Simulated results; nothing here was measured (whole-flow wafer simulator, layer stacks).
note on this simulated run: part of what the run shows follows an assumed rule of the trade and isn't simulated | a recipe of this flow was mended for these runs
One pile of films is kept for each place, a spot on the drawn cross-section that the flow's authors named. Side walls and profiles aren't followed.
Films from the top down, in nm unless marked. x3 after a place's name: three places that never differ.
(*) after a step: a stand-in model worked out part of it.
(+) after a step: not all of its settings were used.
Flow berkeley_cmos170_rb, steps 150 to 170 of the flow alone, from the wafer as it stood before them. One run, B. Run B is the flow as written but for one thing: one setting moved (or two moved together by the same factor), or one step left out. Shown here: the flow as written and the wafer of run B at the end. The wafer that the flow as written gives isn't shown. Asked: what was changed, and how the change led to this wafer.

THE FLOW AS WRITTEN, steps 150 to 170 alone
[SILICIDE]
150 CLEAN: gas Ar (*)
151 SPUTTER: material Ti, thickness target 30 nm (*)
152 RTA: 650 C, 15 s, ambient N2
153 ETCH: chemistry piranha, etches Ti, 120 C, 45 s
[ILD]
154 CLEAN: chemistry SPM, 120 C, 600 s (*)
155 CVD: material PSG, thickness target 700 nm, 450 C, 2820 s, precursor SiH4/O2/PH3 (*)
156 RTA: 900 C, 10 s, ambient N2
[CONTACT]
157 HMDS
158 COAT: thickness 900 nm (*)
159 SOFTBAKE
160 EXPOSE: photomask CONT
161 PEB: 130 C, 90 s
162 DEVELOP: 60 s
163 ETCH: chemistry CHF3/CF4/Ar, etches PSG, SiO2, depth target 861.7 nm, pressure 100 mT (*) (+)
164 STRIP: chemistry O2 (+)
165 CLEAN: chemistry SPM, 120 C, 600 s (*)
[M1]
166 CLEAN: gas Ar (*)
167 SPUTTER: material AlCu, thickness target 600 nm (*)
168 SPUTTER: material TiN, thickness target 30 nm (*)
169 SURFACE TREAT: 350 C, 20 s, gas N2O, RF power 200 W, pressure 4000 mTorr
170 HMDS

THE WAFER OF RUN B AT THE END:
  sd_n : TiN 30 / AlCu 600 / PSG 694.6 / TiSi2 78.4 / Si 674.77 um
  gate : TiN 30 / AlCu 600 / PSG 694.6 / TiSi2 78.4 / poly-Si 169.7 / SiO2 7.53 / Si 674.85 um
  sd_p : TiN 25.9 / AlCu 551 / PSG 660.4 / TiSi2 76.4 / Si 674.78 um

The cause: step 151, SPUTTER: thickness target 44 nm was run, where the flow has thickness target 30 nm.

How the change led to this, step by step:
  151 SPUTTER: material Ti, thickness target 30 nm (*)
      field, sd_n, spacer_n, gate, spacer_p, gate_p, contact, m1: Ti +44 (new film) (as written it would be: Ti +30 (new film))
      sd_p: Ti +40.9 (new film) (as written it would be: Ti +27.9 (new film))
  152 RTA: 650 C, 15 s, ambient N2
      sd_n, contact, m1: Ti -32.8, TiSi first +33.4 (new film), TiSi2 C49 +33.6 (new film), Si -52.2 (as written it would be: Ti -23.4, TiSi first +6.2 (new film), TiSi2 C49 +50.3 (new film), Si -49)
      gate, gate_p: Ti -32.8, TiSi first +33.4 (new film), TiSi2 C49 +33.6 (new film), poly-Si -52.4 (as written it would be: Ti -23.4, TiSi first +6.2 (new film), TiSi2 C49 +50.3 (new film), poly-Si -49.2)
      (and at 1 more place)
  153 ETCH: chemistry piranha, etches Ti, 120 C, 45 s
      sd_n, gate, gate_p, contact, m1: Ti -11.2 (all of it), TiSi first -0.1 (as written it would be: Ti -6.6 (all of it), TiSi first -0.1)
      field, spacer_n, spacer_p: Ti -44 (all of it) (as written it would be: Ti -30 (all of it))
      (and at 1 more place)
  156 RTA: 900 C, 10 s, ambient N2
      sd_n, contact, m1: under 1 film: TiSi2 +78.4 (new film), TiSi first -33.3 (all of it), TiSi2 C49 -33.6 (all of it), Si -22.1 (as written it would be: under 1 film: TiSi2 +55.9 (new film), TiSi first -6.09 (all of it), TiSi2 C49 -50.3 (all of it), Si -4.05)
      gate, gate_p: under 1 film: TiSi2 +78.4 (new film), TiSi first -33.3 (all of it), TiSi2 C49 -33.6 (all of it), poly-Si -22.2 (as written it would be: under 1 film: TiSi2 +55.9 (new film), TiSi first -6.09 (all of it), TiSi2 C49 -50.3 (all of it), poly-Si -4.06)
      (and at 1 more place)
